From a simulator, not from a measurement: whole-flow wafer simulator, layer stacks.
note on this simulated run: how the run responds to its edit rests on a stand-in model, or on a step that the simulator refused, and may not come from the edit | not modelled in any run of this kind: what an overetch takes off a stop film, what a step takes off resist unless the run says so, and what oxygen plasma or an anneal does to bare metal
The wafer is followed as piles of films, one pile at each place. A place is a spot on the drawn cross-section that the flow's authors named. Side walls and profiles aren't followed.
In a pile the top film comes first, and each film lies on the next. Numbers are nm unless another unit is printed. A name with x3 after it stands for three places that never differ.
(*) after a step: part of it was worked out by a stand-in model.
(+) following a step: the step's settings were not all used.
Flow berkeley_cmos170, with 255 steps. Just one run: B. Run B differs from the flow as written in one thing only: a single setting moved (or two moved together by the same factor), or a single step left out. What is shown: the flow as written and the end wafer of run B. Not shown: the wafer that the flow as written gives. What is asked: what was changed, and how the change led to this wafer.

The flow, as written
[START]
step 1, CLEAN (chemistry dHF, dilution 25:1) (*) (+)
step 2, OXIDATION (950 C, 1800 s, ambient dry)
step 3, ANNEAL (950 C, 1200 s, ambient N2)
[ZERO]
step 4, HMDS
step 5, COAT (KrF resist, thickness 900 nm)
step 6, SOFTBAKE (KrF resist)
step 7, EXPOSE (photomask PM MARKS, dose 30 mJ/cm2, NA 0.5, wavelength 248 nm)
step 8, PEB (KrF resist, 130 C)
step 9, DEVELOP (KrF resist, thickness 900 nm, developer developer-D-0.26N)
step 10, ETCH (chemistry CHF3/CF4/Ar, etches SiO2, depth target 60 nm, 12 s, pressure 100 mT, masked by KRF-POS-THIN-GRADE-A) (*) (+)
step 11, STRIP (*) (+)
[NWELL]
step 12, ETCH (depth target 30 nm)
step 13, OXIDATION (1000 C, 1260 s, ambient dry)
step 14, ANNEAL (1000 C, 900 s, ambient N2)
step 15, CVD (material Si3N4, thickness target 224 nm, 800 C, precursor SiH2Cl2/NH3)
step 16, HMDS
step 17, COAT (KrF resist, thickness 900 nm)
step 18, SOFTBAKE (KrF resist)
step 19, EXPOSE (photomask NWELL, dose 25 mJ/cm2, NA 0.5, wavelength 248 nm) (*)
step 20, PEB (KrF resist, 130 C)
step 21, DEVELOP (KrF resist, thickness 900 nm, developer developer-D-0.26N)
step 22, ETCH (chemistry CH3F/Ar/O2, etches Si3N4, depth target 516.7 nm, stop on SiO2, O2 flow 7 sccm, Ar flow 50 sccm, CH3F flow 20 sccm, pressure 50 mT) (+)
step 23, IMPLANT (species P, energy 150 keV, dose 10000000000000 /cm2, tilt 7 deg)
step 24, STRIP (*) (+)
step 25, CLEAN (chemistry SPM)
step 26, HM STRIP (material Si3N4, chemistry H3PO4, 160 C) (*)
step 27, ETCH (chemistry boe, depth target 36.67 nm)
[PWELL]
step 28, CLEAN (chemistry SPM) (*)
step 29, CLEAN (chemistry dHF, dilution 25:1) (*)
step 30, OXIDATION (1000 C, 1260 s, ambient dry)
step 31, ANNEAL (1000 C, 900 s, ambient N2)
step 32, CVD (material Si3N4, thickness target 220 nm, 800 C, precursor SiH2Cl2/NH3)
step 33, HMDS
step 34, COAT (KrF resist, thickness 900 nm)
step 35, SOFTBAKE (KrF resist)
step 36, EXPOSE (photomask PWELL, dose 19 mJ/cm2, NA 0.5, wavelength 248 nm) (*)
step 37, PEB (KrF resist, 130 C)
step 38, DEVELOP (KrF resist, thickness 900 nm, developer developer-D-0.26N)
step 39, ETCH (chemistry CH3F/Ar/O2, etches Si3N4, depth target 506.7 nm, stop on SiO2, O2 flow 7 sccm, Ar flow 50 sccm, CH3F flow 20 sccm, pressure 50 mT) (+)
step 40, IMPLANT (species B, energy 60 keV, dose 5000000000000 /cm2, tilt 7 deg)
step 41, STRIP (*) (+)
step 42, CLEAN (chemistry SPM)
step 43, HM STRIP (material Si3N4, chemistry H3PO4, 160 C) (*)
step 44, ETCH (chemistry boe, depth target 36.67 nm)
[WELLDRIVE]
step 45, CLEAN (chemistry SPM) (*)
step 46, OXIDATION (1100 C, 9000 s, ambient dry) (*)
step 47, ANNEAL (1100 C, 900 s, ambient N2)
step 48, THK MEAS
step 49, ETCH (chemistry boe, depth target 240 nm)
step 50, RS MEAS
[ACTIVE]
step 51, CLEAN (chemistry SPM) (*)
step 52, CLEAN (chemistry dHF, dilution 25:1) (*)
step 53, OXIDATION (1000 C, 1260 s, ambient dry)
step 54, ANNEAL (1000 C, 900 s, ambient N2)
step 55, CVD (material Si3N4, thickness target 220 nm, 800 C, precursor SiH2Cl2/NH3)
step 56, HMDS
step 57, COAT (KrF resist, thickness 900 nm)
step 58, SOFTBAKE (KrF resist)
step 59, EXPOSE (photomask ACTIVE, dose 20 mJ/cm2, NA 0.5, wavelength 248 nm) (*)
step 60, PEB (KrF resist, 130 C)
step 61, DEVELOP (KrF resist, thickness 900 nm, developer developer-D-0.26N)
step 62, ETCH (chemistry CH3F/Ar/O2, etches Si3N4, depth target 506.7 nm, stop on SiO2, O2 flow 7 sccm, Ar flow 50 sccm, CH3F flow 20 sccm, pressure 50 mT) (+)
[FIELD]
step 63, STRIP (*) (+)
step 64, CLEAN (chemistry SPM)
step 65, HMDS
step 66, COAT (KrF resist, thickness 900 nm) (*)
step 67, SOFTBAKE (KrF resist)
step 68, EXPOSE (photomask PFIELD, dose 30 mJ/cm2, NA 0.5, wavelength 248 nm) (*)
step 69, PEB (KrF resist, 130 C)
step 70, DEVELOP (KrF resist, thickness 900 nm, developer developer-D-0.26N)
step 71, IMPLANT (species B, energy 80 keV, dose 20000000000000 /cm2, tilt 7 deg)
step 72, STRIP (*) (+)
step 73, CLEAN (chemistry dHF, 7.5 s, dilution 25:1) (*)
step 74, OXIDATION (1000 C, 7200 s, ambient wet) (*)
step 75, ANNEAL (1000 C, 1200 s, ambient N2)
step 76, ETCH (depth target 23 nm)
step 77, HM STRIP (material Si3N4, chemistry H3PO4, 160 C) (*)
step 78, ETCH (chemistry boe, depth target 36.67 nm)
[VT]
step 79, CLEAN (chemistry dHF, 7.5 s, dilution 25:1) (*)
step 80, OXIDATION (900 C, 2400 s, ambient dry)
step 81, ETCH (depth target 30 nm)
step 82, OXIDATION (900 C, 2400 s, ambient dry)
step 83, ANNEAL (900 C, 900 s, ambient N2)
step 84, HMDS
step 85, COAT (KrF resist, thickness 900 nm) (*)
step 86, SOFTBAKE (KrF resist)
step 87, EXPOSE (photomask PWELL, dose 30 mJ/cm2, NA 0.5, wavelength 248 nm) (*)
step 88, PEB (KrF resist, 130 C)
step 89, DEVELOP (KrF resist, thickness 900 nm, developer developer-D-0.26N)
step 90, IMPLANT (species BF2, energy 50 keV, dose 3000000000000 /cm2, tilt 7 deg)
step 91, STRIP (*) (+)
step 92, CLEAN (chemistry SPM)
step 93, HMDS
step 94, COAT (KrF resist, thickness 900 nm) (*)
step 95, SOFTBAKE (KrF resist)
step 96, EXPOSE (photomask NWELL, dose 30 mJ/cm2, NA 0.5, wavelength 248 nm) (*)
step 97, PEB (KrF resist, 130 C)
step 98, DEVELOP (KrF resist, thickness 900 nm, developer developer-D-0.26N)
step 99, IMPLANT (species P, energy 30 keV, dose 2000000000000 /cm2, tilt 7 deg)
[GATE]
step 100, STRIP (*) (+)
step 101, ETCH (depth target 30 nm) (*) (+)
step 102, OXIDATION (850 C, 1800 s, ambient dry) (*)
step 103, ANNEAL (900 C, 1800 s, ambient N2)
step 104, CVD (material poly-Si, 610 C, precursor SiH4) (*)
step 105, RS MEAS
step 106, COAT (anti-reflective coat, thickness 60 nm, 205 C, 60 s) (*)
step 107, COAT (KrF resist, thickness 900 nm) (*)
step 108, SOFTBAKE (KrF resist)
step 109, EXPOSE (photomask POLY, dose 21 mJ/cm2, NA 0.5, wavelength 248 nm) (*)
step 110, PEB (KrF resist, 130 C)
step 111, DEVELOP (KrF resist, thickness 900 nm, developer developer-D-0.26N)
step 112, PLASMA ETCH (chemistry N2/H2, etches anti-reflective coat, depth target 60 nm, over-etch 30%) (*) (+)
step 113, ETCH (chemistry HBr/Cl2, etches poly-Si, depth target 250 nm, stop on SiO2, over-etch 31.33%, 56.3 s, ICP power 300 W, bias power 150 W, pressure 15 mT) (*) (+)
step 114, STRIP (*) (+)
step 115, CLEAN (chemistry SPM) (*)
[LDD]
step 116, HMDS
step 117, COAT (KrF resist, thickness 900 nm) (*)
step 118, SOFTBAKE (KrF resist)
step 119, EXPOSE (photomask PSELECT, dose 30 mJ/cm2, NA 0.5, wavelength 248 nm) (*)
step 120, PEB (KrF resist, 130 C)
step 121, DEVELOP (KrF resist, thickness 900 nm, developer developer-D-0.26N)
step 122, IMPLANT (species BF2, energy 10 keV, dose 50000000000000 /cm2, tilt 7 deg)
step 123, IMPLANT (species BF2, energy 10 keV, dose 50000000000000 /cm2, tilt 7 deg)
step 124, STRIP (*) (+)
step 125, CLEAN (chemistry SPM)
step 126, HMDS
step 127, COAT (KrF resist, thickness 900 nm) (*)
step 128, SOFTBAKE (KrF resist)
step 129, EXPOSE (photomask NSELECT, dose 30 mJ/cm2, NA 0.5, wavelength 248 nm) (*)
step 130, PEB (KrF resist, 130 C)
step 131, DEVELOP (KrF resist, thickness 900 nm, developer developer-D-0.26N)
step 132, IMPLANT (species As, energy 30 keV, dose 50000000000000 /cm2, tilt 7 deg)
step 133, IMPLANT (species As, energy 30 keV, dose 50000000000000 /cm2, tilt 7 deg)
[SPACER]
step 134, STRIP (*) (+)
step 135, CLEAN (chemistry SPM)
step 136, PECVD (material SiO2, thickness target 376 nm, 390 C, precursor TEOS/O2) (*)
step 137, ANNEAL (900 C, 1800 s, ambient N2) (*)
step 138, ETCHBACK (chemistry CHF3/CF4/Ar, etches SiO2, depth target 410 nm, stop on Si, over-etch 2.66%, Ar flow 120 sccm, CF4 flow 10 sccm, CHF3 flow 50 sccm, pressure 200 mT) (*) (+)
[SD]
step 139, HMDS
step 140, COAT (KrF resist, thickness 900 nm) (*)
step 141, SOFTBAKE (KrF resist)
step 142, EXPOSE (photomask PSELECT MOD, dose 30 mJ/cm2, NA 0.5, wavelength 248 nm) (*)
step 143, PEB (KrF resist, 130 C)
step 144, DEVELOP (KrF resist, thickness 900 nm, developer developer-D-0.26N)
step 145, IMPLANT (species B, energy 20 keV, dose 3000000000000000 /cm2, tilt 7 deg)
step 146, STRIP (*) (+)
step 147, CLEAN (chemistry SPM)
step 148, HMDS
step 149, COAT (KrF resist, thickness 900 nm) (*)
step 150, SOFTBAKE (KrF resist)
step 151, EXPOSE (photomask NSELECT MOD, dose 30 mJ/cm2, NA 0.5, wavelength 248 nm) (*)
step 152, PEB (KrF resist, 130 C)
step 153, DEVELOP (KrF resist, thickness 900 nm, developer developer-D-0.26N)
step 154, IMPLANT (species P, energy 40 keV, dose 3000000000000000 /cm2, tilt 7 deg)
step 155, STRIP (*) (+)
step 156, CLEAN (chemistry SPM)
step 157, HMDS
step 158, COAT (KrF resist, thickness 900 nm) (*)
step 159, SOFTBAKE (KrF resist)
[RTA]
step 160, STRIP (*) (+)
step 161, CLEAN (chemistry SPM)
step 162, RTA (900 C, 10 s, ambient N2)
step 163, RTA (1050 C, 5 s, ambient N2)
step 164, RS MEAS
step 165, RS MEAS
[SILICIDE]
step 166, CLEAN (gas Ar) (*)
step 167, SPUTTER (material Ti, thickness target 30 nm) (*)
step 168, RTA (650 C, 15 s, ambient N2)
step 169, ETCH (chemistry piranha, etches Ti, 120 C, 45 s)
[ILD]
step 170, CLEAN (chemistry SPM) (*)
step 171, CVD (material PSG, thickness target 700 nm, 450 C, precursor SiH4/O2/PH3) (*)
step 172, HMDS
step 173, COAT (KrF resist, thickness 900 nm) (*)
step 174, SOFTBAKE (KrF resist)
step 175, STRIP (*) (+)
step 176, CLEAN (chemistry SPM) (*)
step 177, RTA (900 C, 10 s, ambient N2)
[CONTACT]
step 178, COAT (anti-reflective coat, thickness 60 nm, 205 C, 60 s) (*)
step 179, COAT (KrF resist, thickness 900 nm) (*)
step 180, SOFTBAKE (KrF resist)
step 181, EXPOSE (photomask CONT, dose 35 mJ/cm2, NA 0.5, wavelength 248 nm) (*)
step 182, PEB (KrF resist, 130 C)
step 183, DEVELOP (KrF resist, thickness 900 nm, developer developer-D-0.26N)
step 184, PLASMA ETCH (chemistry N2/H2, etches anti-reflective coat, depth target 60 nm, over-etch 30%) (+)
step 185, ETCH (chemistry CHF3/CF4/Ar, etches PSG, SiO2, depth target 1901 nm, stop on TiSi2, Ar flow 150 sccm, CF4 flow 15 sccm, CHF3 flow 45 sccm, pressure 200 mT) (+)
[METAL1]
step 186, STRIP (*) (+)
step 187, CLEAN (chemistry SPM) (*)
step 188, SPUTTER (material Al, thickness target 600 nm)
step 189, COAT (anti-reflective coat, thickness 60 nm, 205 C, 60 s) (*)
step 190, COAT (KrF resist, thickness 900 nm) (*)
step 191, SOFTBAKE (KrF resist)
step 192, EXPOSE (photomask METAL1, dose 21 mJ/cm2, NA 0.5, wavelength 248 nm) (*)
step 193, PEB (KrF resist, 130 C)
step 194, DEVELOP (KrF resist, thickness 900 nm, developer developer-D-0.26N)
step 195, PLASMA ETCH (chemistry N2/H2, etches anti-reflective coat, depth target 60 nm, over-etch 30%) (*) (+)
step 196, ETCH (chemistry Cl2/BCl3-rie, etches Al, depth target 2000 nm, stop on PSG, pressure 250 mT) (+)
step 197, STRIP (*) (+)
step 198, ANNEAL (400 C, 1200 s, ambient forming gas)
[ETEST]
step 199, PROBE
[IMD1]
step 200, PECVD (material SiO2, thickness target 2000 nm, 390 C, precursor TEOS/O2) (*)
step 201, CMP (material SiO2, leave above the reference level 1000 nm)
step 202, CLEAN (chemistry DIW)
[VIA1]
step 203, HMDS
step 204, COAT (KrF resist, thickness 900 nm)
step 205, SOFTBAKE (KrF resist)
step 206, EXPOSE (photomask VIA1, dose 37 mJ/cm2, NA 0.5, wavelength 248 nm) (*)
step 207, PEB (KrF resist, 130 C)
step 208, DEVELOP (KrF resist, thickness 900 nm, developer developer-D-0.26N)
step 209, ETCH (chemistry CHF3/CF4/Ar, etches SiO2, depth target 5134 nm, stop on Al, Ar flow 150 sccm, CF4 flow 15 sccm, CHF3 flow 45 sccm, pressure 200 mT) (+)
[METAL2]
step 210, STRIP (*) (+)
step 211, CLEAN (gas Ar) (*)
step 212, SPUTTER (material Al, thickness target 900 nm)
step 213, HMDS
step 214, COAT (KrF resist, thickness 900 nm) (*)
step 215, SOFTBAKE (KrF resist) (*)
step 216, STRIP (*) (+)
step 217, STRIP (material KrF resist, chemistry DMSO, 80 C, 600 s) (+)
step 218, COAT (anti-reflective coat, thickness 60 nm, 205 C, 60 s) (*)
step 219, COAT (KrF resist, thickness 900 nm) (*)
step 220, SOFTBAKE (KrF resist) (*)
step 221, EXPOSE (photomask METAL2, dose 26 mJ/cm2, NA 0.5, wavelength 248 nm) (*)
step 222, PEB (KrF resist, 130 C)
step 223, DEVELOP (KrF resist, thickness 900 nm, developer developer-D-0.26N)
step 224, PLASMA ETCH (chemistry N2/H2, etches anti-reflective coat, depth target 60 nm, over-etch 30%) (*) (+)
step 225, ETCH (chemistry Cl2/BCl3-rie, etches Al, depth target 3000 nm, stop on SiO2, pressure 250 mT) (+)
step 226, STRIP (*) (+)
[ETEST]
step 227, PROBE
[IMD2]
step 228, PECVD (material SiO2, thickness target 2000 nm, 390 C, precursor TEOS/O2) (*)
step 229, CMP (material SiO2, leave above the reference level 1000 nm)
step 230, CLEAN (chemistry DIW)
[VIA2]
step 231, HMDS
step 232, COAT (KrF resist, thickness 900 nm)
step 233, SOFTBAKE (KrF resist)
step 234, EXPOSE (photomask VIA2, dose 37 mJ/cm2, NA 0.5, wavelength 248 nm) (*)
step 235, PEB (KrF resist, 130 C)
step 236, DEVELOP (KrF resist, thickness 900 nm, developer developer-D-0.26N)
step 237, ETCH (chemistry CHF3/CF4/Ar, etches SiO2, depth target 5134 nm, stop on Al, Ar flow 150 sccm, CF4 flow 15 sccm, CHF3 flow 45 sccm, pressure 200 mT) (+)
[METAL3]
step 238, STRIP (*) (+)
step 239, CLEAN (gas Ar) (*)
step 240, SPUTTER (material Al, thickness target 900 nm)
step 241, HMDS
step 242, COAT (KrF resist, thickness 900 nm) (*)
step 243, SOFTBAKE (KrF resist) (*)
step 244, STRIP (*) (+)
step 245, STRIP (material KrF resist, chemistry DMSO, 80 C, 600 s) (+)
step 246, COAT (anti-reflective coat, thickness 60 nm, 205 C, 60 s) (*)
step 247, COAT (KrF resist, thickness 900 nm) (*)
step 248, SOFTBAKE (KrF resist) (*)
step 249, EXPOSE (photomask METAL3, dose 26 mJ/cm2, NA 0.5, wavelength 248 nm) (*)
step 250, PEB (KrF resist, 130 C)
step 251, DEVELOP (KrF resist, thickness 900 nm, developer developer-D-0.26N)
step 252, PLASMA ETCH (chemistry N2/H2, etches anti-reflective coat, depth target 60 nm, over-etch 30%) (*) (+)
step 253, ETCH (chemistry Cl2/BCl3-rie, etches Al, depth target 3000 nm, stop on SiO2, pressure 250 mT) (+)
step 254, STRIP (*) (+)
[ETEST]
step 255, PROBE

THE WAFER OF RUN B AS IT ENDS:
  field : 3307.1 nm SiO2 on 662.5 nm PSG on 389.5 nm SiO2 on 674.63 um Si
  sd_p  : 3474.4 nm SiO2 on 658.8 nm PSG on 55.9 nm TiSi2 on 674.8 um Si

Cause: step 76, ETCH: depth target 14 nm was run, while the flow as written has depth target 23 nm.

Step by step, how the change led to this:
  step 76, ETCH (depth target 23 nm)
      field: -14 SiO2 (as written it would have been: -23 SiO2)
  step 106, COAT (anti-reflective coat, thickness 60 nm, 205 C, 60 s) (*)
      field: +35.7 anti-reflective coat (new film) (as written it would have been: +34.7 anti-reflective coat (new film))
      sd_n: +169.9 anti-reflective coat (new film) (as written it would have been: +158.6 anti-reflective coat (new film))
      (and at 5 other places as well)
  step 112, PLASMA ETCH (chemistry N2/H2, etches anti-reflective coat, depth target 60 nm, over-etch 30%) (*) (+)
      field: -35.7 anti-reflective coat (all of it), -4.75 poly-Si (as written it would have been: -34.7 anti-reflective coat (all of it), -4.4 poly-Si)
      sd_n: -169.9 anti-reflective coat (all of it), -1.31 poly-Si (as written it would have been: -158.6 anti-reflective coat (all of it), -1.22 poly-Si)
      (and at 3 other places as well)
  step 114, STRIP (*) (+)
      gate_n: +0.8 chemical SiO2 (new film), -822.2 KrF resist (all of it), -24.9 anti-reflective coat (all of it), -0.35 poly-Si (as written it would have been: +0.8 chemical SiO2 (new film), -812.6 KrF resist (all of it), -27.3 anti-reflective coat (all of it), -0.35 poly-Si)
      gate_p: +0.8 chemical SiO2 (new film), -787.1 KrF resist (all of it), -28.4 anti-reflective coat (all of it), -0.35 poly-Si (as written it would have been: +0.8 chemical SiO2 (new film), -782.1 KrF resist (all of it), -29.6 anti-reflective coat (all of it), -0.35 poly-Si)
  step 178, COAT (anti-reflective coat, thickness 60 nm, 205 C, 60 s) (*)
      sd_n: +140.4 anti-reflective coat (new film) (as written it would have been: +135.1 anti-reflective coat (new film))
      m2: +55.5 anti-reflective coat (new film) (as written it would have been: +56.7 anti-reflective coat (new film))
  step 186, STRIP (*) (+)
      sd_n: -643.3 KrF resist (all of it), -140.4 anti-reflective coat (all of it) (as written it would have been: -643.8 KrF resist (all of it), -135.1 anti-reflective coat (all of it))
      m2: -692.4 KrF resist (all of it), -55.5 anti-reflective coat (all of it) (as written it would have been: -689 KrF resist (all of it), -56.7 anti-reflective coat (all of it))
  step 189, COAT (anti-reflective coat, thickness 60 nm, 205 C, 60 s) (*)
      m2: +59.8 anti-reflective coat (new film) (as written it would have been: +61.1 anti-reflective coat (new film))
  step 197, STRIP (*) (+)
      m2: -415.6 KrF resist (all of it), -59.8 anti-reflective coat (all of it) (as written it would have been: -412.9 KrF resist (all of it), -61.1 anti-reflective coat (all of it))
